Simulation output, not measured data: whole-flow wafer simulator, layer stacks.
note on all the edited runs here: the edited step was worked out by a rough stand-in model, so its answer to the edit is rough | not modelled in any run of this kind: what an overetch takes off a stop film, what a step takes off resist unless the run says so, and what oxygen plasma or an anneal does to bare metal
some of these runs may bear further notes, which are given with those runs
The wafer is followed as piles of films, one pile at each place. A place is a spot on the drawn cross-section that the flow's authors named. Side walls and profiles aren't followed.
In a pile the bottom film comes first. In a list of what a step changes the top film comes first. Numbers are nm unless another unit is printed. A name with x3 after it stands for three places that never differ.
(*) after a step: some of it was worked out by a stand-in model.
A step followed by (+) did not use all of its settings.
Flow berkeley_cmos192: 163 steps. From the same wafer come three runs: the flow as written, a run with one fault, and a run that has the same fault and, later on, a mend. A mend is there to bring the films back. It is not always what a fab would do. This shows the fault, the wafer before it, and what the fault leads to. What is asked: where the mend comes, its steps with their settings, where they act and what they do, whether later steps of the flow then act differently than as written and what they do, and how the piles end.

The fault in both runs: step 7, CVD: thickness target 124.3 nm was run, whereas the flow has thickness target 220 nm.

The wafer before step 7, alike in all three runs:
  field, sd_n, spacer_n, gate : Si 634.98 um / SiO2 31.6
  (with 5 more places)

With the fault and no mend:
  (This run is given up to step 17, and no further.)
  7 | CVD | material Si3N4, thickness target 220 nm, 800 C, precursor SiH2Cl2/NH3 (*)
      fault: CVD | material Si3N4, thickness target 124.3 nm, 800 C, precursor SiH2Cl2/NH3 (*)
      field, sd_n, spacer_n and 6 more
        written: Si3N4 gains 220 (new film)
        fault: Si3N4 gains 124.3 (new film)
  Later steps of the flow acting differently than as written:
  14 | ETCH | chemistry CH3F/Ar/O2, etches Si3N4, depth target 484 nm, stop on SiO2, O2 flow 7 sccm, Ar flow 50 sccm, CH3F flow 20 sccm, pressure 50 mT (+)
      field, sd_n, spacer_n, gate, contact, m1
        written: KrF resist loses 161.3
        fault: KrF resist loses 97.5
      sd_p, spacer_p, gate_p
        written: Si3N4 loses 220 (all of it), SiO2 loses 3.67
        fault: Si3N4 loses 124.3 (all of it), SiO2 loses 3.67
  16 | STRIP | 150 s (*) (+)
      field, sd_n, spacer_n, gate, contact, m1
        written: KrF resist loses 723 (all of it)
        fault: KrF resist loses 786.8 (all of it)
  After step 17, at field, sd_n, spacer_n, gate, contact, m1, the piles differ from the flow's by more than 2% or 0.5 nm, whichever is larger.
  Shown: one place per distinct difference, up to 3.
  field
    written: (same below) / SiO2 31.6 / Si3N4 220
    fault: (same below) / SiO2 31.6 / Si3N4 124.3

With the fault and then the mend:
  The mend stands after step 7.
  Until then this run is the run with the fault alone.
  7a | ETCH | chemistry h3po4, depth target 142.9 nm
      field, sd_n, spacer_n and 6 more
        Si3N4 loses 124.3 (all of it)
  7b | CLEAN | chemistry SC1/SC2 (the flow's step 1, run once more)
      does not change any film at any place that is followed
  7c | CVD | material Si3N4, thickness target 220 nm, 800 C, precursor SiH2Cl2/NH3 (*) (the flow's step 7, run once more)
      field, sd_n, spacer_n and 6 more
        Si3N4 gains 220 (new film)
  None of the later steps of the flow acts differently than as written at any place that is followed.
  At every place that both follow, the piles at the end match the flow's.
